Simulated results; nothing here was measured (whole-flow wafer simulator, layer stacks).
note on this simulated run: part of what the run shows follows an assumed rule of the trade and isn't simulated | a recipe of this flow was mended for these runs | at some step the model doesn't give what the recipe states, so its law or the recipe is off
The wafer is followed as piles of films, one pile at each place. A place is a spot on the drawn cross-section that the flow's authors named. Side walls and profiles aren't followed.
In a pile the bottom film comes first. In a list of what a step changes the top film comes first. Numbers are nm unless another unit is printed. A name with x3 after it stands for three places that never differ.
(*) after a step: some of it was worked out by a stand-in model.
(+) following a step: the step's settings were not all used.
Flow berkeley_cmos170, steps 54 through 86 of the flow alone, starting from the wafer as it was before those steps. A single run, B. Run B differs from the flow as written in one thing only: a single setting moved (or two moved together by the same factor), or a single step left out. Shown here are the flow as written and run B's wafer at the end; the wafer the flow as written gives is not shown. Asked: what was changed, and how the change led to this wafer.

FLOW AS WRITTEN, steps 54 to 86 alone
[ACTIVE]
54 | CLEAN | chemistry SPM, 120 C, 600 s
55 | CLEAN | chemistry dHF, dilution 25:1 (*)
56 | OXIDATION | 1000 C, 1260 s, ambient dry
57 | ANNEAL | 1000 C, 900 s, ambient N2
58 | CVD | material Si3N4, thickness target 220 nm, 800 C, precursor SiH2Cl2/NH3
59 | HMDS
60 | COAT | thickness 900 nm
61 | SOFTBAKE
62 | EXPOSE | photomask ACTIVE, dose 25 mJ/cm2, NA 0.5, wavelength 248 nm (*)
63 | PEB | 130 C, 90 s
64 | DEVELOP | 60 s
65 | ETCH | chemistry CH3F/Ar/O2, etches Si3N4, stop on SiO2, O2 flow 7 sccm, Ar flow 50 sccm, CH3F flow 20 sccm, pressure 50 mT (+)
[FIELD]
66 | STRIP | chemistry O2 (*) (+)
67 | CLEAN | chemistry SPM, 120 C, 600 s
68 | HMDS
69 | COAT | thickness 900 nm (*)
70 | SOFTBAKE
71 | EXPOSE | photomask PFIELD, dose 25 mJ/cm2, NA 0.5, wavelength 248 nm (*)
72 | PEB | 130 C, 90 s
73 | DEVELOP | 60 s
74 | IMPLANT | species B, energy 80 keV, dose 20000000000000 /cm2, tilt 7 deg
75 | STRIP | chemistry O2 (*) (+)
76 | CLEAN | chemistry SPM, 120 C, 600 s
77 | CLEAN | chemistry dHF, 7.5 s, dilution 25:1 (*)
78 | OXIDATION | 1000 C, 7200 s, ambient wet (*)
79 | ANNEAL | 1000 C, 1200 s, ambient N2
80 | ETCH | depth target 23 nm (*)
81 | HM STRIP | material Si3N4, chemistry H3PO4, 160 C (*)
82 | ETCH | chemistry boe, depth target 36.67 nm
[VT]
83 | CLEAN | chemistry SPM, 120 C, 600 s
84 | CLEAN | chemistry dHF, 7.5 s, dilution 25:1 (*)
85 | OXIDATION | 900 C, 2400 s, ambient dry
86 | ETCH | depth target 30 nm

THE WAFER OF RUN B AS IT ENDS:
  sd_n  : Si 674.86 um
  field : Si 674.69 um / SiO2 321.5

What caused this: step 58, CVD: thickness target 141 nm was run, while the flow as written has thickness target 220 nm; step 78, OXIDATION: 4608 s was run, where the flow has 7200 s.

How this came from the change, step by step:
  58 | CVD | material Si3N4, thickness target 220 nm, 800 C, precursor SiH2Cl2/NH3
      field, mark, sd_n and 10 more: Si3N4 gains 141 (new film) (in the flow as written it would be: Si3N4 gains 220 (new film))
  65 | ETCH | chemistry CH3F/Ar/O2, etches Si3N4, stop on SiO2, O2 flow 7 sccm, Ar flow 50 sccm, CH3F flow 20 sccm, pressure 50 mT (+)
      mark, sd_n, spacer_n and 9 more: KrF-resist loses 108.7 (in the flow as written it would be: KrF-resist loses 161.3)
      field: Si3N4 loses 141 (all of it), SiO2 loses 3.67 (in the flow as written it would be: Si3N4 loses 220 (all of it), SiO2 loses 3.67)
  66 | STRIP | chemistry O2 (*) (+)
      mark, sd_n, spacer_n and 9 more: KrF-resist loses 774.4 (all of it) (in the flow as written it would be: KrF-resist loses 721.7 (all of it))
  69 | COAT | thickness 900 nm (*)
      field: KrF-resist gains 936.5 (new film) (in the flow as written it would be: KrF-resist gains 957.2 (new film))
      sd_n: KrF-resist gains 823.6 (new film) (in the flow as written it would be: KrF-resist gains 784.1 (new film))
      (as well as at 10 more places)
  73 | DEVELOP | 60 s
      field: KrF-resist loses 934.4 (all of it) (in the flow as written it would be: KrF-resist loses 955 (all of it))
  75 | STRIP | chemistry O2 (*) (+)
      sd_n: KrF-resist loses 806.9 (all of it) (in the flow as written it would be: KrF-resist loses 767.4 (all of it))
      spacer_n: KrF-resist loses 830.7 (all of it) (in the flow as written it would be: KrF-resist loses 803.4 (all of it))
      (as well as at 9 more places)
  78 | OXIDATION | 1000 C, 7200 s, ambient wet (*)
      mark, spacer_n, gate_n and 7 more: SiO2 gains 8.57 (new film), Si3N4 loses 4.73 (in the flow as written it would be: SiO2 gains 12.1 (new film), Si3N4 loses 6.7)
      sd_n, sd_p: SiO2 gains 8.57 (new film), Si3N4 loses 4.73, SiO2 gains 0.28, Si loses 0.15 (in the flow as written it would be: SiO2 gains 12.1 (new film), Si3N4 loses 6.7, SiO2 gains 0.07, Si loses 0.07)
      (as well as at 1 more place)
  80 | ETCH | depth target 23 nm (*)
      mark, sd_n, spacer_n and 9 more: SiO2 loses 8.57 (all of it), Si3N4 loses 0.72 (in the flow as written it would be: SiO2 loses 12.1 (all of it), Si3N4 loses 0.54)
  81 | HM STRIP | material Si3N4, chemistry H3PO4, 160 C (*)
      mark, sd_n, spacer_n and 9 more: Si3N4 loses 135 (all of it), SiO2 loses 7.06 (in the flow as written it would be: Si3N4 loses 212.2 (all of it), SiO2 loses 11.1)
      field: SiO2 loses 11.3 (in the flow as written it would be: SiO2 loses 17.7)
  82 | ETCH | chemistry boe, depth target 36.67 nm
      mark, spacer_n, gate_n and 7 more: SiO2 loses 19.5 (all of it) (in the flow as written it would be: SiO2 loses 15.5 (all of it))
      sd_n, sd_p: SiO2 loses 19.8 (all of it) (in the flow as written it would be: SiO2 loses 15.5 (all of it))
